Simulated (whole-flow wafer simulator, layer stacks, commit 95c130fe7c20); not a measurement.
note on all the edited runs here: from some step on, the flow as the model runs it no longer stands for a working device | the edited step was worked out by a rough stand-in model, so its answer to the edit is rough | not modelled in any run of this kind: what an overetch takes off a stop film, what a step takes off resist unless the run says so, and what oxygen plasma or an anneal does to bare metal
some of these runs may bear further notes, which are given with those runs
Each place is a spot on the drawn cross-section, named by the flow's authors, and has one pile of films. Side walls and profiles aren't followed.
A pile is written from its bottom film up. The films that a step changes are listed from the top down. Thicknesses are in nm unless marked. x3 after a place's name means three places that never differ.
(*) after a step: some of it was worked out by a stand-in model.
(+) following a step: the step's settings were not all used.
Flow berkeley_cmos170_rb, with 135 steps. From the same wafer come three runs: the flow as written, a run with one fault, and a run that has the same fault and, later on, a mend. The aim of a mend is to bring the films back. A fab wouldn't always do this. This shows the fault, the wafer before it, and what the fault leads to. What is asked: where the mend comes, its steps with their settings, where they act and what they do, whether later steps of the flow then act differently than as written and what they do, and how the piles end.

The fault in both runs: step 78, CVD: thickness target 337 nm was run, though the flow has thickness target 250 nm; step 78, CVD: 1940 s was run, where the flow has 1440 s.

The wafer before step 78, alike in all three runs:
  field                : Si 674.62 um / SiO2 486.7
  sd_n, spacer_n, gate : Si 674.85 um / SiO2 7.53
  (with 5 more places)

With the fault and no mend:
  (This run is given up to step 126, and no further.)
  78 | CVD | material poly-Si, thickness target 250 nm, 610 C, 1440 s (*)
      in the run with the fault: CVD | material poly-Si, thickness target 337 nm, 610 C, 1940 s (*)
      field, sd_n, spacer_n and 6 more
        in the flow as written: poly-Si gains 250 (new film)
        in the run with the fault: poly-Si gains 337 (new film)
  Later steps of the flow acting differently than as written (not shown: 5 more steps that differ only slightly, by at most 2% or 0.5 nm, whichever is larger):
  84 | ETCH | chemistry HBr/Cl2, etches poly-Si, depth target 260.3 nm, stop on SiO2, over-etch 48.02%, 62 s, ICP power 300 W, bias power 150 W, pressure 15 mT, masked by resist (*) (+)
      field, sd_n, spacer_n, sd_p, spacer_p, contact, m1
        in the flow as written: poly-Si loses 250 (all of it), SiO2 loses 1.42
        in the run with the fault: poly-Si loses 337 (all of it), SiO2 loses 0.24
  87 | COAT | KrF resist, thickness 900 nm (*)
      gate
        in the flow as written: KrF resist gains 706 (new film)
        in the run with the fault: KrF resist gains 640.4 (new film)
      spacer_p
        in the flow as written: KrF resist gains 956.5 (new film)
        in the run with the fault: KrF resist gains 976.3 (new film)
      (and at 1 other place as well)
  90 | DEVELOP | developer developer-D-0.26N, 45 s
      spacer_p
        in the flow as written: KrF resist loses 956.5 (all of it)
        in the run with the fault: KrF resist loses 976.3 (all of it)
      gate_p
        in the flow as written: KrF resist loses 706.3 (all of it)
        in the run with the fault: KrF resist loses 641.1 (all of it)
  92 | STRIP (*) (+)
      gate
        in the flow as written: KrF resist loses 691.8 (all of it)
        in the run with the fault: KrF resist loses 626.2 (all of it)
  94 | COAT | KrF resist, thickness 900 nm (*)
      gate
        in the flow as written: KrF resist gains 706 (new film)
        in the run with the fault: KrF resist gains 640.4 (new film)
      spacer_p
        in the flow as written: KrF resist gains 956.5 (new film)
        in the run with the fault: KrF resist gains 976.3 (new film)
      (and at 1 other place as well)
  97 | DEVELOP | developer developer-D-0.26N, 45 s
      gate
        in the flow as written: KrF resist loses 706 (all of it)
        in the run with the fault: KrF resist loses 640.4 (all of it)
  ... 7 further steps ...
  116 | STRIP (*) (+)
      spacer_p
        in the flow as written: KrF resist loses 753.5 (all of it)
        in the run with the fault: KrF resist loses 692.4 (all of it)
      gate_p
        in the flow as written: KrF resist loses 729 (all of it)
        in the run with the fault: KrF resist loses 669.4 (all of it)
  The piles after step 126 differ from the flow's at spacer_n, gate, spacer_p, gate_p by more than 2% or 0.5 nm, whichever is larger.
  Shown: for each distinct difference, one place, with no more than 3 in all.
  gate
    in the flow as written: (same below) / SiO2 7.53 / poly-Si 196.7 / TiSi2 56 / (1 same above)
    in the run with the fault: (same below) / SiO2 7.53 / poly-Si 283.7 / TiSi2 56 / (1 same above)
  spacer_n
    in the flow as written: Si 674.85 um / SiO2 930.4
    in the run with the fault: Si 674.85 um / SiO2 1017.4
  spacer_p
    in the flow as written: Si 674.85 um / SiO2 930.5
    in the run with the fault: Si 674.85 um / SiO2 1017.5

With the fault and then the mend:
  The mend stands after step 78.
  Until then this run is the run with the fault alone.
  78a | ETCH | chemistry tmah, depth target 87 nm
      field, sd_n, spacer_n and 6 more
        poly-Si loses 87
  Every later step of the flow that is run acts as written at every place that is followed.
  The piles end the same as the flow's at every place that both follow.
